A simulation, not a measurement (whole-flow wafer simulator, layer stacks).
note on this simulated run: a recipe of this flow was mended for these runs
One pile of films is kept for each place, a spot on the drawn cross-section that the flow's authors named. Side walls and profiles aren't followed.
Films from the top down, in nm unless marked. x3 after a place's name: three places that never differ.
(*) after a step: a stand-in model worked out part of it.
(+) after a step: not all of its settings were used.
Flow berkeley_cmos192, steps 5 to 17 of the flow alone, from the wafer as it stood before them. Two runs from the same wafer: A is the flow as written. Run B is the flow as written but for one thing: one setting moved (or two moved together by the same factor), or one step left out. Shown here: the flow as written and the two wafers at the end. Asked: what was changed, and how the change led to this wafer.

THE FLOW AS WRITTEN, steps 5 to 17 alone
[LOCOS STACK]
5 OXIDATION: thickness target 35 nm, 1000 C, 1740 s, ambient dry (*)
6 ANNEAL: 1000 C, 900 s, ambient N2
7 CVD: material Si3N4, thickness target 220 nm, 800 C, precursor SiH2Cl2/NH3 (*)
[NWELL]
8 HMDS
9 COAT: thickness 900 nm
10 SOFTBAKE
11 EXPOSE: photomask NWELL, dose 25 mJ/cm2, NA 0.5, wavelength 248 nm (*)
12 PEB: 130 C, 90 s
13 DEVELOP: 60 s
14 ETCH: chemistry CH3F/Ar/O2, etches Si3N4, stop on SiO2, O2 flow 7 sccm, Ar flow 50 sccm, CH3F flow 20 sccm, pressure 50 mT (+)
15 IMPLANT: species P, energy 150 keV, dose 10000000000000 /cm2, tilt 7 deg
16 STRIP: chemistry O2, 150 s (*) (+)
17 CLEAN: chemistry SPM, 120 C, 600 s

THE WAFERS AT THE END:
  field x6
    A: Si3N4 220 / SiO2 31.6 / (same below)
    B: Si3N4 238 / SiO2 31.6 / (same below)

The cause: step 7, CVD: thickness target 238 nm was run, where the flow has thickness target 220 nm.
It can be read off the wafer: field x6 has Si3N4 238, and step 7 as written asks for 220 nm.

How the change led to this, step by step:
  7 CVD: material Si3N4, thickness target 220 nm, 800 C, precursor SiH2Cl2/NH3 (*)
      field x6, sd_p x3: A Si3N4 +220 (new film) | B Si3N4 +238 (new film)
  14 ETCH: chemistry CH3F/Ar/O2, etches Si3N4, stop on SiO2, O2 flow 7 sccm, Ar flow 50 sccm, CH3F flow 20 sccm, pressure 50 mT (+)
      field x6: A KrF-resist -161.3 | B KrF-resist -173.3
      sd_p x3: A Si3N4 -220 (all of it), SiO2 -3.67 | B Si3N4 -238 (all of it), SiO2 -3.67
